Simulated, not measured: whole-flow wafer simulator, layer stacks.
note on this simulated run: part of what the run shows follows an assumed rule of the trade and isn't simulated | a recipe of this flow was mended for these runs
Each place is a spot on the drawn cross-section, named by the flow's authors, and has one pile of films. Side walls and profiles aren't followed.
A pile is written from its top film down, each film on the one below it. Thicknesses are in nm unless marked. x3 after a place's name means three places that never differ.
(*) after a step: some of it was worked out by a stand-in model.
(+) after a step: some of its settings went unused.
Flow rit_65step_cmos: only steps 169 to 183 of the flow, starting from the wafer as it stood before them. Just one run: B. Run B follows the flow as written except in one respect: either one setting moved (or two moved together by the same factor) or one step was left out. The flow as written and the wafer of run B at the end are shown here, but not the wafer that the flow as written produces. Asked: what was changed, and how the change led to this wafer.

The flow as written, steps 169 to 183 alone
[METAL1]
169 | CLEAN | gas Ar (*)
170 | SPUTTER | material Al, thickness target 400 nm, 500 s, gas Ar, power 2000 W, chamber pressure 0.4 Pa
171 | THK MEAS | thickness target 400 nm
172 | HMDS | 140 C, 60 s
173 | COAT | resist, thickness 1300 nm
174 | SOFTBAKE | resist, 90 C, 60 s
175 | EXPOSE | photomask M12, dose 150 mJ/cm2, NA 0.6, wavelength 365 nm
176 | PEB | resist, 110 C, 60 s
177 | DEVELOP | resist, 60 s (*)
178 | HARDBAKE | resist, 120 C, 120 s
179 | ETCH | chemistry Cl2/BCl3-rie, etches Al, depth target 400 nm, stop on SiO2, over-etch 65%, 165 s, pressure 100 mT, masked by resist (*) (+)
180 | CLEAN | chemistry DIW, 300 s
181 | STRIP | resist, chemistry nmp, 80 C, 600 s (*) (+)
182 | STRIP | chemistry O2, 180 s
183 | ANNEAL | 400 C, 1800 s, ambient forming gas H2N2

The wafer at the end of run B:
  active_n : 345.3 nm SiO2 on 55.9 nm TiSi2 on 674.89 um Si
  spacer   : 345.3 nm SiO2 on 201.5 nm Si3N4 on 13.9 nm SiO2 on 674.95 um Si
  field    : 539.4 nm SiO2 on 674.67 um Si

What caused this: step 170, SPUTTER: 350 s was run, whereas the flow has 500 s.

How this came from the change, step by step:
  170 | SPUTTER | material Al, thickness target 400 nm, 500 s, gas Ar, power 2000 W, chamber pressure 0.4 Pa
      field, field_pw, field_nw and 10 more: Al gains 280 (new film) (in the flow as written it would be: Al gains 400 (new film))
      contact: Al gains 183.2 (new film) (in the flow as written it would be: Al gains 255.4 (new film))
  173 | COAT | resist, thickness 1300 nm
      contact: resist gains 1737 (new film) (in the flow as written it would be: resist gains 1785.1 (new film))
  176 | PEB | resist, 110 C, 60 s
      contact: resist loses 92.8 (in the flow as written it would be: resist loses 95.5)
  178 | HARDBAKE | resist, 120 C, 120 s
      contact: resist loses 60.3 (in the flow as written it would be: resist loses 62.1)
  179 | ETCH | chemistry Cl2/BCl3-rie, etches Al, depth target 400 nm, stop on SiO2, over-etch 65%, 165 s, pressure 100 mT, masked by resist (*) (+)
      field, field_pw, field_nw and 9 more: Al loses 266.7 (all of it), SiO2 loses 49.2 (in the flow as written it would be: Al loses 386.7 (all of it), SiO2 loses 34.2)
  181 | STRIP | resist, chemistry nmp, 80 C, 600 s (*) (+)
      contact: resist loses 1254 (all of it) (in the flow as written it would be: resist loses 1297.5 (all of it))
